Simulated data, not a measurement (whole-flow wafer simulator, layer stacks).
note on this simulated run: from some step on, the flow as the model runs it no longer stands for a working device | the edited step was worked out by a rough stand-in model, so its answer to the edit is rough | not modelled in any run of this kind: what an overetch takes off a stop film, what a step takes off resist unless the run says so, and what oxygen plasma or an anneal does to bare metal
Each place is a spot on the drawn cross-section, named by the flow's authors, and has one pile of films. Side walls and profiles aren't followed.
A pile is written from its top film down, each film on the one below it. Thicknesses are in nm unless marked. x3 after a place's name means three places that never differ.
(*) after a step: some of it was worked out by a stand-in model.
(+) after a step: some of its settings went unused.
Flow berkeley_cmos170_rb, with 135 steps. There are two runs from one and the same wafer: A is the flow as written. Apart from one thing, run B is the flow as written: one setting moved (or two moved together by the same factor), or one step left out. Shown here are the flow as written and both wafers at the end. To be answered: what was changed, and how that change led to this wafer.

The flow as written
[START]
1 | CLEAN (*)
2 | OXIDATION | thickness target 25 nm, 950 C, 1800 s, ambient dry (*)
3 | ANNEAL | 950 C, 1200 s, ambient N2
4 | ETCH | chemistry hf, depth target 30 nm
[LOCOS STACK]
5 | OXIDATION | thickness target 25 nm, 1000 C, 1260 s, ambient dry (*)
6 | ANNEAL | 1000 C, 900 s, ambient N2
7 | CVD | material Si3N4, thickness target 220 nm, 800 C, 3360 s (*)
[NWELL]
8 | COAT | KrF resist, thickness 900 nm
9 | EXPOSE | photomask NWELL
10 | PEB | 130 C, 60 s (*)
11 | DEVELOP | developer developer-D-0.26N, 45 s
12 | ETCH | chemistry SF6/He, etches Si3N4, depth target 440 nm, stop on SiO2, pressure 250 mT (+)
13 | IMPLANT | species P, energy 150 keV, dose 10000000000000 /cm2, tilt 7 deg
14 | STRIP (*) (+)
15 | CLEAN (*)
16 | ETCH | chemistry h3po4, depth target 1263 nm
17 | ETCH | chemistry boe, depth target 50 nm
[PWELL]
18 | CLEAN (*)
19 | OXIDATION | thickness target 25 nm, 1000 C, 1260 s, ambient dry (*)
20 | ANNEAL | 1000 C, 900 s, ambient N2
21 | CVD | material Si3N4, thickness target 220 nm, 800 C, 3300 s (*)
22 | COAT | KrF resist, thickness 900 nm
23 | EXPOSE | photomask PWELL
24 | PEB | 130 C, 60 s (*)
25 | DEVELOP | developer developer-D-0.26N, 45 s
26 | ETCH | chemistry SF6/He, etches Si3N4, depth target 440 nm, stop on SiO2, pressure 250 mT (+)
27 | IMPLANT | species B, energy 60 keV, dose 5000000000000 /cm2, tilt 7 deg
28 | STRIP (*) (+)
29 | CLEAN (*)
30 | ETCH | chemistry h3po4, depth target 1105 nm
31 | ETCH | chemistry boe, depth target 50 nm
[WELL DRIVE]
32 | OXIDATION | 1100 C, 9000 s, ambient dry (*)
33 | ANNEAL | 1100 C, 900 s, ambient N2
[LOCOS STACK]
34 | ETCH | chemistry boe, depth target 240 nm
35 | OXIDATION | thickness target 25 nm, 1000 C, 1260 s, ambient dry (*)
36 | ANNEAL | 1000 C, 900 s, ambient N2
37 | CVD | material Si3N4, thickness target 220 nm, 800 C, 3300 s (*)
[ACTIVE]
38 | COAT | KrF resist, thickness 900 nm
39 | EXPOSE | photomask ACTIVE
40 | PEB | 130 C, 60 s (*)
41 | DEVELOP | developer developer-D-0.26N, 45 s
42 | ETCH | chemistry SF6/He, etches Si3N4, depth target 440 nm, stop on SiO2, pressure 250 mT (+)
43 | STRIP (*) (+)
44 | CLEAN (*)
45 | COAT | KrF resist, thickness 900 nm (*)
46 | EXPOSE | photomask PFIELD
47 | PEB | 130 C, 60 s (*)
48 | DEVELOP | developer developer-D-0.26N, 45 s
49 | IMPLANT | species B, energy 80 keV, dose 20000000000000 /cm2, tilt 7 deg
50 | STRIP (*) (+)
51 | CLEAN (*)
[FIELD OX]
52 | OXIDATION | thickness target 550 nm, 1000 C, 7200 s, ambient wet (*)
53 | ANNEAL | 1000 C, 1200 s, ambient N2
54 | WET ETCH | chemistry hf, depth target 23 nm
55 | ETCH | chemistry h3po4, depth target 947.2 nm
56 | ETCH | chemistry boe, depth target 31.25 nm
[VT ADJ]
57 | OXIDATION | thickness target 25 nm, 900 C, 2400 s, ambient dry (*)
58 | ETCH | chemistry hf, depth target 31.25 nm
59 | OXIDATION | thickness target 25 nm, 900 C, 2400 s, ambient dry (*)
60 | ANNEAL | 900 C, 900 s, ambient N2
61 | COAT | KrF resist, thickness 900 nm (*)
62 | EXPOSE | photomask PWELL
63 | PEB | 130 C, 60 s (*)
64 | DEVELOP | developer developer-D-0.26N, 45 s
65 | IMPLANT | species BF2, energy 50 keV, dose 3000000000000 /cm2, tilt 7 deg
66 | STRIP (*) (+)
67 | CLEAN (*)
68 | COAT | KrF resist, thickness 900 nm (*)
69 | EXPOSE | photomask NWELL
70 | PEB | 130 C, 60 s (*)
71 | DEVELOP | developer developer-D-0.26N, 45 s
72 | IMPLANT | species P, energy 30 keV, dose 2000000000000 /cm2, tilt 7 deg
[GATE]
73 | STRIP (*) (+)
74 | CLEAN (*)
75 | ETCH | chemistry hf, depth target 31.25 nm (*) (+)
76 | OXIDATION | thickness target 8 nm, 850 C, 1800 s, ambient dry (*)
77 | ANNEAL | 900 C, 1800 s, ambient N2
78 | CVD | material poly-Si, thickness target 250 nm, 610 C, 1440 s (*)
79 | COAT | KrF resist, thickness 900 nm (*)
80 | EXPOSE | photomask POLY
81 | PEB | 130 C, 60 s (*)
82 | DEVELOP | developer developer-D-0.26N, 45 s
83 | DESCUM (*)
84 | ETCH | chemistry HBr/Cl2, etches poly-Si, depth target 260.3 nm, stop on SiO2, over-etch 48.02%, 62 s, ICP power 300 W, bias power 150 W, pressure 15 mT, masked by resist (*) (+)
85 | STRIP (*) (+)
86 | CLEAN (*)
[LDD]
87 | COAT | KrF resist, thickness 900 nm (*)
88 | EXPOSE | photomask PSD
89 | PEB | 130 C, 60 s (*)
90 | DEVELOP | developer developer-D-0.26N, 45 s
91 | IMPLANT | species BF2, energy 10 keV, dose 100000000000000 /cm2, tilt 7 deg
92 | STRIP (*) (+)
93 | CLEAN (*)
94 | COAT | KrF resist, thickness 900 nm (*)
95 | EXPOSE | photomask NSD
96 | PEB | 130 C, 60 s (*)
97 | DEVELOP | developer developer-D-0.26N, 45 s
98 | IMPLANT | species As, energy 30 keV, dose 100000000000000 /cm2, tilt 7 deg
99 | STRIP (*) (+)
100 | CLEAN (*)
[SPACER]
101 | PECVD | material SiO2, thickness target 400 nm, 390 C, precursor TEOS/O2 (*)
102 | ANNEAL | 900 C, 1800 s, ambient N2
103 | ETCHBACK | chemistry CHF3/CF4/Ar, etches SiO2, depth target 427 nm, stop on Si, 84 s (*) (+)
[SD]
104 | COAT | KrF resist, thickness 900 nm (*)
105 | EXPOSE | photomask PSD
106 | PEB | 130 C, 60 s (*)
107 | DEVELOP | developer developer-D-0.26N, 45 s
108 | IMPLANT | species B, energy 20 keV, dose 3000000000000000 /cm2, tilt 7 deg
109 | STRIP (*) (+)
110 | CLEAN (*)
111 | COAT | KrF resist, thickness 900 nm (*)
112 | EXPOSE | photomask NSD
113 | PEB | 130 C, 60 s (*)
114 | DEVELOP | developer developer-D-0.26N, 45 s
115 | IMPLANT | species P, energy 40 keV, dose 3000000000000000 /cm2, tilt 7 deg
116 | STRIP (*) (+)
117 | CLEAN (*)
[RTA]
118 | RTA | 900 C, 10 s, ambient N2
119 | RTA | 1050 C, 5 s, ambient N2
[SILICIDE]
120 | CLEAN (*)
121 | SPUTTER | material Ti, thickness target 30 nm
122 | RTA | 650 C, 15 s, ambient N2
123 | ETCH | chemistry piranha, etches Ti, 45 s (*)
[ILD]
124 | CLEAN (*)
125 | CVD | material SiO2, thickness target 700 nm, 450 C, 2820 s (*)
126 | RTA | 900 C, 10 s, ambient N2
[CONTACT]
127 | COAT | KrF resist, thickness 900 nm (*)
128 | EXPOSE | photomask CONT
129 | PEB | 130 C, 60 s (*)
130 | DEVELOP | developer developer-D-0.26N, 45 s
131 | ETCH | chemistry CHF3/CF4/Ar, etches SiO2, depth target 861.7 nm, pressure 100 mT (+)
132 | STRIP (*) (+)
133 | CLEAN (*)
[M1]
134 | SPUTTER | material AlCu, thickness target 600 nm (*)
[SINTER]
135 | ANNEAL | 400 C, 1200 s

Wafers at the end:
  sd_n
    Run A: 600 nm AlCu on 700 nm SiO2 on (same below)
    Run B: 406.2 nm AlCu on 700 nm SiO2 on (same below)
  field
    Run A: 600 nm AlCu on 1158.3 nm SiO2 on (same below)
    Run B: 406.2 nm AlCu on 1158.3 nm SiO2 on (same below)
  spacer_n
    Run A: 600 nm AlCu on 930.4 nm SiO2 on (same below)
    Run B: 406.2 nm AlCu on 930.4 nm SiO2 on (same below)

What caused this: step 134, SPUTTER: thickness target 406.2 nm was run, though the flow has thickness target 600 nm.
The wafer itself shows it: sd_n has AlCu 406.2, and step 134 as written asks for 600 nm.

The path from the change to this, step by step:
  134 | SPUTTER | material AlCu, thickness target 600 nm (*)
      field, sd_n, spacer_n, gate, spacer_p, gate_p, m1: A +600 AlCu (new film) | B +406.2 AlCu (new film)
      sd_p: A +545.9 AlCu (new film) | B +363.9 AlCu (new film)
      (and at 1 other place as well)
